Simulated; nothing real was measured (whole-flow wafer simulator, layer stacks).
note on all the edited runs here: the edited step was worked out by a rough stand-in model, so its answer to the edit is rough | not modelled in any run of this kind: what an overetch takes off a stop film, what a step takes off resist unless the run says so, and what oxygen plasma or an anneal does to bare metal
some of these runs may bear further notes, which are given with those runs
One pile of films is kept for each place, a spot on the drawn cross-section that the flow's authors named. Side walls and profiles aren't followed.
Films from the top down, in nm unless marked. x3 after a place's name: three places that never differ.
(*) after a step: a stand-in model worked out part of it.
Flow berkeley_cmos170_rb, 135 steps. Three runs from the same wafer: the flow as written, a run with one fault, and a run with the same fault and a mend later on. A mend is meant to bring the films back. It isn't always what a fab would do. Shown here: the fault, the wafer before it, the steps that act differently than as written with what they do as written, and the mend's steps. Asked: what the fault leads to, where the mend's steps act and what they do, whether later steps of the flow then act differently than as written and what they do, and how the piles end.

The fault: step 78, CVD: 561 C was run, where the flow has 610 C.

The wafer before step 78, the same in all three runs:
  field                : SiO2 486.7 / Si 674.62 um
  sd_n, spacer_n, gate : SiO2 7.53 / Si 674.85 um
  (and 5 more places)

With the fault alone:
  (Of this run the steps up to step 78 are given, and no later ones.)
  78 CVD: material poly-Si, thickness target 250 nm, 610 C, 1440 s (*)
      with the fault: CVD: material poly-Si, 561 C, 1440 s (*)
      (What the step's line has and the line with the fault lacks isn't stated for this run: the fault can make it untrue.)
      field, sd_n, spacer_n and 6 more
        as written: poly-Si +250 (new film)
        with the fault: poly-Si +80.6 (new film)
  After step 78 the piles differ from the flow's by more than 2% or 0.5 nm, whichever is larger, at field, sd_n, spacer_n and 6 more.
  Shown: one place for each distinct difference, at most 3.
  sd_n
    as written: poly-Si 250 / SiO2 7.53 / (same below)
    with the fault: poly-Si 80.6 / SiO2 7.53 / (same below)
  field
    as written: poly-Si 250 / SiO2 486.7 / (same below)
    with the fault: poly-Si 80.6 / SiO2 486.7 / (same below)

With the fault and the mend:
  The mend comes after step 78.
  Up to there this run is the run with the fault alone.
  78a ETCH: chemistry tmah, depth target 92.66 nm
      field, sd_n, spacer_n and 6 more
        poly-Si -80.6 (all of it)
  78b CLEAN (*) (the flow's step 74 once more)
      changes no film at any place that is followed
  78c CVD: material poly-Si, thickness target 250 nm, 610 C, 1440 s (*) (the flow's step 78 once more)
      field, sd_n, spacer_n and 6 more
        poly-Si +250 (new film)
  No later step of the flow acts differently than as written at any place that is followed.
  At the end the piles are the same as the flow's at every place that both follow.
